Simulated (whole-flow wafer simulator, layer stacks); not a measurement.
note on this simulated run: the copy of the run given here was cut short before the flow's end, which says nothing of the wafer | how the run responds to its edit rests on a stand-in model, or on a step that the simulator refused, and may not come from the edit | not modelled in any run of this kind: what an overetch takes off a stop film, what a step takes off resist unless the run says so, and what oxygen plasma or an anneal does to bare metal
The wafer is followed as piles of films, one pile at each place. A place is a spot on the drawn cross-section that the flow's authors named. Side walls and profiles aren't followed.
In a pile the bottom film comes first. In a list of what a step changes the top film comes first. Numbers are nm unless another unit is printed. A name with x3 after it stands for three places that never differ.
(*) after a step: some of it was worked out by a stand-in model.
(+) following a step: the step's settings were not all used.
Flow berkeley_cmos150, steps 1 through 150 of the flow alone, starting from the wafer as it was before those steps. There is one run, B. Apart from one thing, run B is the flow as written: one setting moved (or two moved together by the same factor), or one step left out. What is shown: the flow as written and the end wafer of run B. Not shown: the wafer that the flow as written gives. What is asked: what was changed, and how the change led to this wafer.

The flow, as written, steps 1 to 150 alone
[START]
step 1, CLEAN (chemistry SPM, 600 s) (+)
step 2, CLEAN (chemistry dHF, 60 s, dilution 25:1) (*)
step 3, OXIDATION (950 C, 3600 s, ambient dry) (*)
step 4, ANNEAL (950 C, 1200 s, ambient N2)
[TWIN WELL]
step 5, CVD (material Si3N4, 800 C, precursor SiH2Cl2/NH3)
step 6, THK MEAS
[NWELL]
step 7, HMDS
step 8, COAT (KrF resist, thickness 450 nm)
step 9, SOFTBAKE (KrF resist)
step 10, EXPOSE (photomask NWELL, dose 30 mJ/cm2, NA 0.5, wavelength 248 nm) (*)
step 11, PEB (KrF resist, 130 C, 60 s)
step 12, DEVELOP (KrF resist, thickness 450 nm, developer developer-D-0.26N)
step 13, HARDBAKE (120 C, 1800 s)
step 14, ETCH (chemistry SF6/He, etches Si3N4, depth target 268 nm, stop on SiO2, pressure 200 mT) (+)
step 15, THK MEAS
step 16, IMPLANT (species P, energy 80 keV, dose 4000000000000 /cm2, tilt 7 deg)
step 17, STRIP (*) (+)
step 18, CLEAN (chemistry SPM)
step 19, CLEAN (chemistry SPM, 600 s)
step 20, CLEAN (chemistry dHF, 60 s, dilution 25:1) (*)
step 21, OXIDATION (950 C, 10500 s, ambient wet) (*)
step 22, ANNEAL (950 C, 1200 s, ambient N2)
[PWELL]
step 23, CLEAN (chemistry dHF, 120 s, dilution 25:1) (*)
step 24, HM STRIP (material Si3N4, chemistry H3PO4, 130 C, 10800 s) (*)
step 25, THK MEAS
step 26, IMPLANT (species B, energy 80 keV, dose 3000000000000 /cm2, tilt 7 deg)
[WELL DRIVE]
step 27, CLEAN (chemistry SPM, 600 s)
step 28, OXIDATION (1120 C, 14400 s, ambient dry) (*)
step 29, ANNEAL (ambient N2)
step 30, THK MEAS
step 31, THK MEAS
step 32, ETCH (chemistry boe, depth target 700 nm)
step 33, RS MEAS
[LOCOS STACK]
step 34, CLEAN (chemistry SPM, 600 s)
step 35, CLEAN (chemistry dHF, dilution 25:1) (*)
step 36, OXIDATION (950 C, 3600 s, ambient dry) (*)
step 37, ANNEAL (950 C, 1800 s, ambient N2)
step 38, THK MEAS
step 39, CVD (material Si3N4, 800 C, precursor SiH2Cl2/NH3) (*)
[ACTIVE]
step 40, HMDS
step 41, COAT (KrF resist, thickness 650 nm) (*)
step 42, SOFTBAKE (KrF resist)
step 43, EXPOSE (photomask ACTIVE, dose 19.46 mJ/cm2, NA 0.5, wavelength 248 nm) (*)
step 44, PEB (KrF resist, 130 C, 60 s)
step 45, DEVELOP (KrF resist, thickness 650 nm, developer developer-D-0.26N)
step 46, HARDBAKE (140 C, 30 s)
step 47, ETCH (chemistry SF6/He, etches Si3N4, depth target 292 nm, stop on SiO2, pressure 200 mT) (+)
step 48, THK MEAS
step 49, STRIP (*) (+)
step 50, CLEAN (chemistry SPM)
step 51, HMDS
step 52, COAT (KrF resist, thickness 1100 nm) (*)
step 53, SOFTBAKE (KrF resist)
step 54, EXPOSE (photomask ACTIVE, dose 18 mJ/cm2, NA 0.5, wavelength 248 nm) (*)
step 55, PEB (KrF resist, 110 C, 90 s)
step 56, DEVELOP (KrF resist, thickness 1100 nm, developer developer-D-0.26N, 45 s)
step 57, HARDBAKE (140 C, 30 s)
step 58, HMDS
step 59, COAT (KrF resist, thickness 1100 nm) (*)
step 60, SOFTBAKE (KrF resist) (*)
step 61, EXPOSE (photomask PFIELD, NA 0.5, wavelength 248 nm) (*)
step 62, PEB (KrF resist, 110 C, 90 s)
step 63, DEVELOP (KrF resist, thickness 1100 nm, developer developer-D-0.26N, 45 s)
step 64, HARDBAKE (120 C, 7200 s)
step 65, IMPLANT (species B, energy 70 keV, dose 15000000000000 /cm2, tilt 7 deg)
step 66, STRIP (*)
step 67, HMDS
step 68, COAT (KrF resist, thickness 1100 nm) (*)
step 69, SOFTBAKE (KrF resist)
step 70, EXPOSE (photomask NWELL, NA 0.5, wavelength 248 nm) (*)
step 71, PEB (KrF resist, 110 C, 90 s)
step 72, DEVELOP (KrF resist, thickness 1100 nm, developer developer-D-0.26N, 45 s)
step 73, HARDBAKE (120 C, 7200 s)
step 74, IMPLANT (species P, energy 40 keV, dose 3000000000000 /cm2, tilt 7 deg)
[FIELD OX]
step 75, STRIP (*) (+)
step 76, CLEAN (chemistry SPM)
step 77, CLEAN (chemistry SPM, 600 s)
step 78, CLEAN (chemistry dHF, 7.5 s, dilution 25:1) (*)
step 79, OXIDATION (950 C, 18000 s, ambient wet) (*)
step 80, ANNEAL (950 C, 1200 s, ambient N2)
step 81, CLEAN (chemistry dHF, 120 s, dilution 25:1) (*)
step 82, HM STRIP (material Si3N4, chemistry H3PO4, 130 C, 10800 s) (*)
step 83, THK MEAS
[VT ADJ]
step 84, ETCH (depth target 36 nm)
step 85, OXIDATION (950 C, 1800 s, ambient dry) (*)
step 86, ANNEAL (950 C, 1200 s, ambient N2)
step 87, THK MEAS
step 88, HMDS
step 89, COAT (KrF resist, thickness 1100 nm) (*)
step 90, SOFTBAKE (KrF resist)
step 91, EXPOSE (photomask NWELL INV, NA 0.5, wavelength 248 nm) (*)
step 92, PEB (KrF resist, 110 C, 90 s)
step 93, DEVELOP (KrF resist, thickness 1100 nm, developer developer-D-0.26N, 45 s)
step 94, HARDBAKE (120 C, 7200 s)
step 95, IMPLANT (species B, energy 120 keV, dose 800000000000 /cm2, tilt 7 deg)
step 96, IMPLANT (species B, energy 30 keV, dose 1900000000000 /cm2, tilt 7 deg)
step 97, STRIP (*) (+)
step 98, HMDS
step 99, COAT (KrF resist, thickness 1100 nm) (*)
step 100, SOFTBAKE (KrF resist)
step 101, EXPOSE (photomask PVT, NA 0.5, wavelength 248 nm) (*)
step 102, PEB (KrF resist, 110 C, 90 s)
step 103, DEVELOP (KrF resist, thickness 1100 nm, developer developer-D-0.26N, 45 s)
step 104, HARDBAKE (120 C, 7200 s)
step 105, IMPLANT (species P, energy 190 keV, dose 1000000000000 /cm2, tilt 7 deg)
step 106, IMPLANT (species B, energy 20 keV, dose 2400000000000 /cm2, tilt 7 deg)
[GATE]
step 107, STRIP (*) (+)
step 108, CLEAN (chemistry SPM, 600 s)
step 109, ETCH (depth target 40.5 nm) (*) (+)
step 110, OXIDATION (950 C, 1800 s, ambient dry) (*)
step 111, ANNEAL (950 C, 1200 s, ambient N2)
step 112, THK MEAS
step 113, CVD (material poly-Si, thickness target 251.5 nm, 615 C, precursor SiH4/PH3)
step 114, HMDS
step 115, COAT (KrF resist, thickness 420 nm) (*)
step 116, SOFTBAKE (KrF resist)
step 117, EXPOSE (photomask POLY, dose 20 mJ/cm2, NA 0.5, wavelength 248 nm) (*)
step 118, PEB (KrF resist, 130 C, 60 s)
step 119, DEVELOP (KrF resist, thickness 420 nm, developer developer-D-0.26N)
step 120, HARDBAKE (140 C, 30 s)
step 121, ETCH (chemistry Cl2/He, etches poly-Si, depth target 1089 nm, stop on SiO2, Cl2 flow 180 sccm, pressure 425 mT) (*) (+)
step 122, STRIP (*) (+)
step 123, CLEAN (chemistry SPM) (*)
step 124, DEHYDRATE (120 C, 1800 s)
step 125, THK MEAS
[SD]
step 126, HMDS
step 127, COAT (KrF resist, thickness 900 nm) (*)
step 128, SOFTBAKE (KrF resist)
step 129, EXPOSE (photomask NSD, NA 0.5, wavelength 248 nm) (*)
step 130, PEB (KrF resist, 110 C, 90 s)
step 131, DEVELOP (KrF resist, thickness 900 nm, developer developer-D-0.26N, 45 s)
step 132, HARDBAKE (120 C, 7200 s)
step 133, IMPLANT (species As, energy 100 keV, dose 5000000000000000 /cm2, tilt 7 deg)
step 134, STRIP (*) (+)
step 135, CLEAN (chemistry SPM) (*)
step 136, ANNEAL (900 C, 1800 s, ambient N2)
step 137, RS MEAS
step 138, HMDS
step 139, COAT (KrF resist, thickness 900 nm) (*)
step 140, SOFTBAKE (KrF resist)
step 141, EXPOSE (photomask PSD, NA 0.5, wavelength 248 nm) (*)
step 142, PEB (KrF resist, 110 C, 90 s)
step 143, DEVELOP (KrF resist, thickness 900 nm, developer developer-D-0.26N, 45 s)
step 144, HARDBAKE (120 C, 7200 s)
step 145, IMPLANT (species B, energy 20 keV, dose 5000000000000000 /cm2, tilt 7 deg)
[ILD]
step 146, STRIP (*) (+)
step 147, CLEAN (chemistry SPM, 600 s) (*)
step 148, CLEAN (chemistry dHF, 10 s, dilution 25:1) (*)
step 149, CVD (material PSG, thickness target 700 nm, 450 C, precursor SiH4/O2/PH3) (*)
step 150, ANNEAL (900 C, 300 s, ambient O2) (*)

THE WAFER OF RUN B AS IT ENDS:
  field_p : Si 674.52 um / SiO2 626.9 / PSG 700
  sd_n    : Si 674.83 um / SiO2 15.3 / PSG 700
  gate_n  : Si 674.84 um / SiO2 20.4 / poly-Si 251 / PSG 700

Cause: step 32, ETCH: depth target 315 nm was run, whereas the flow has depth target 700 nm.

Step by step, how the change led to this:
  step 32, ETCH (chemistry boe, depth target 700 nm)
      field_p, sd_p, gate_p: SiO2 loses 315 (in the flow as written it would be: SiO2 loses 555.5 (all of it))
  step 34, CLEAN (chemistry SPM, 600 s)
      field_p, sd_p, gate_p: nothing (in the flow as written it would be: chemical SiO2 gains 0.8 (new film), Si loses 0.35)
  step 35, CLEAN (chemistry dHF, dilution 25:1) (*)
      field_p, sd_p, gate_p: nothing (in the flow as written it would be: chemical SiO2 loses 0.8 (all of it))
  step 36, OXIDATION (950 C, 3600 s, ambient dry) (*)
      field_p, sd_p, gate_p: SiO2 gains 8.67, Si loses 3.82 (in the flow as written it would be: SiO2 gains 31.5 (new film), Si loses 13.8)
  step 41, COAT (KrF resist, thickness 650 nm) (*)
      field: KrF resist gains 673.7 (new film) (in the flow as written it would be: KrF resist gains 646.4 (new film))
      field_p: KrF resist gains 604.4 (new film) (in the flow as written it would be: KrF resist gains 715.2 (new film))
      (as well as at 3 more places)
  step 45, DEVELOP (KrF resist, thickness 650 nm, developer developer-D-0.26N)
      field: KrF resist loses 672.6 (all of it) (in the flow as written it would be: KrF resist loses 645.4 (all of it))
      field_p: KrF resist loses 603.5 (all of it) (in the flow as written it would be: KrF resist loses 714.1 (all of it))
  step 46, HARDBAKE (140 C, 30 s)
      sd_n: KrF resist loses 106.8 (in the flow as written it would be: KrF resist loses 102.2)
      sd_p: KrF resist loses 99.7 (in the flow as written it would be: KrF resist loses 112.2)
      (as well as at 2 more places)
  step 49, STRIP (*) (+)
      sd_n: KrF resist loses 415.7 (all of it) (in the flow as written it would be: KrF resist loses 392.4 (all of it))
      gate_n: KrF resist loses 409.6 (all of it) (in the flow as written it would be: KrF resist loses 400.6 (all of it))
      (as well as at 3 more places)
  step 52, COAT (KrF resist, thickness 1100 nm) (*)
      field: KrF resist gains 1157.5 (new film) (in the flow as written it would be: KrF resist gains 1106.9 (new film))
      field_p: KrF resist gains 1078.4 (new film) (in the flow as written it would be: KrF resist gains 1219.5 (new film))
      (as well as at 3 more places)
  step 55, PEB (KrF resist, 110 C, 90 s)
      field_p: KrF resist loses 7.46 (in the flow as written it would be: KrF resist loses 8.46)
      sd_p: KrF resist loses 6.88 (in the flow as written it would be: KrF resist loses 7.69)
      (as well as at 1 more place)
  step 56, DEVELOP (KrF resist, thickness 1100 nm, developer developer-D-0.26N, 45 s)
      field: KrF resist loses 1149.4 (all of it) (in the flow as written it would be: KrF resist loses 1099.3 (all of it))
      field_p: KrF resist loses 1071 (all of it) (in the flow as written it would be: KrF resist loses 1211 (all of it))
  step 57, HARDBAKE (140 C, 30 s)
      sd_n: KrF resist loses 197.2 (in the flow as written it would be: KrF resist loses 191.5)
      sd_p: KrF resist loses 187.2 (in the flow as written it would be: KrF resist loses 208.8)
      (as well as at 1 more place)
  step 59, COAT (KrF resist, thickness 1100 nm) (*)
      field: KrF resist gains 1408.3 (new film) (in the flow as written it would be: KrF resist gains 1365.4 (new film))
      field_p: KrF resist gains 1329.1 (new film) (in the flow as written it would be: KrF resist gains 1484.3 (new film))
      (as well as at 2 more places)
  step 62, PEB (KrF resist, 110 C, 90 s)
      field_p: KrF resist loses 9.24 (in the flow as written it would be: KrF resist loses 10.4)
  step 63, DEVELOP (KrF resist, thickness 1100 nm, developer developer-D-0.26N, 45 s)
      field: KrF resist loses 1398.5 (all of it) (in the flow as written it would be: KrF resist loses 1355.9 (all of it))
  step 64, HARDBAKE (120 C, 7200 s)
      field_p: KrF resist loses 21.6 (in the flow as written it would be: KrF resist loses 24.4)
      sd_p: KrF resist loses 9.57 (in the flow as written it would be: KrF resist loses 10.3)
      (as well as at 1 more place)
  ... another 33 steps ...
  step 146, STRIP (*) (+)
      field: KrF resist loses 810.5 (all of it) (in the flow as written it would be: KrF resist loses 778.1 (all of it))
      field_p: KrF resist loses 788.8 (all of it) (in the flow as written it would be: KrF resist loses 882.7 (all of it))
